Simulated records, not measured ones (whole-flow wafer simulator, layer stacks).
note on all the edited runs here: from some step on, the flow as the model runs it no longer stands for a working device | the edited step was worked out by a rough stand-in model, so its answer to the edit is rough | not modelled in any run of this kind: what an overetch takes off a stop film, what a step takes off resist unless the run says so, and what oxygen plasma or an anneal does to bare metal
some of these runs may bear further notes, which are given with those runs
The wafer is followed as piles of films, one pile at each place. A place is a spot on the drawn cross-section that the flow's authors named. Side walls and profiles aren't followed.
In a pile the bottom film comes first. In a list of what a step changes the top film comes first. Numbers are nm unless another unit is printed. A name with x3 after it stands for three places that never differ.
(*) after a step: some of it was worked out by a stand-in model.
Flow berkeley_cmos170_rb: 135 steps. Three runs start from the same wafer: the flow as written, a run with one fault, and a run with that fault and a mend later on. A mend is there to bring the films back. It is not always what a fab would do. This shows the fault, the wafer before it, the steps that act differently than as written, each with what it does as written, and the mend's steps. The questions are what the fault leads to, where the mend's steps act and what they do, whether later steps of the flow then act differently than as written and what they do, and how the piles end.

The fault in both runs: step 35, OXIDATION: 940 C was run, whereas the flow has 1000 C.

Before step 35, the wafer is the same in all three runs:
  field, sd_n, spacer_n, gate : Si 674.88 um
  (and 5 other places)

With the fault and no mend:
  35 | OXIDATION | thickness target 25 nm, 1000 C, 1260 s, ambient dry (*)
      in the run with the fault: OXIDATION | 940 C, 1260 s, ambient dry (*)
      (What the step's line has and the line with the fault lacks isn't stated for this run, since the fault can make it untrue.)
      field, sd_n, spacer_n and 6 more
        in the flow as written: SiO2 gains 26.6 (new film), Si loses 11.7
        in the run with the fault: SiO2 gains 14.6 (new film), Si loses 6.43
  Steps later in the flow that act otherwise than as written (not shown: 33 more steps that differ only slightly, by at most 2% or 0.5 nm, whichever is larger):
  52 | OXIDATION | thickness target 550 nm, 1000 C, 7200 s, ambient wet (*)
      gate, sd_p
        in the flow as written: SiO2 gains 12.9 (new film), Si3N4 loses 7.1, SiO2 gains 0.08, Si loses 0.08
        in the run with the fault: SiO2 gains 12.9 (new film), Si3N4 loses 7.1
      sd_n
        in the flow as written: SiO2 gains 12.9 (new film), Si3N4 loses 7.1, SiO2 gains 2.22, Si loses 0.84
        in the run with the fault: SiO2 gains 12.9 (new film), Si3N4 loses 7.1
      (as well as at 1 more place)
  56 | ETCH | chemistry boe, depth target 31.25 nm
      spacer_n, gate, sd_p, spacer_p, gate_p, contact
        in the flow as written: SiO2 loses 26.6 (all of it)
        in the run with the fault: SiO2 loses 14.6 (all of it)
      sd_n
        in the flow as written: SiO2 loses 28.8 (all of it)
        in the run with the fault: SiO2 loses 14.6 (all of it)
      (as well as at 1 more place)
  At the end the piles are close to the flow's at the places that both follow, differing by at most 2% or 0.5 nm, whichever is larger.

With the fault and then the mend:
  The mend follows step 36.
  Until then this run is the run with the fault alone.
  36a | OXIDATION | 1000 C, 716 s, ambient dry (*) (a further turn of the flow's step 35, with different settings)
      field, sd_n, spacer_n and 6 more
        SiO2 gains 11.9, Si loses 5.26
  None of the later steps of the flow differs from how it acts as written, at any place that is followed, by more than 2% or 0.5 nm, whichever is larger.
  By the end, the piles equal the flow's at every place that both follow.
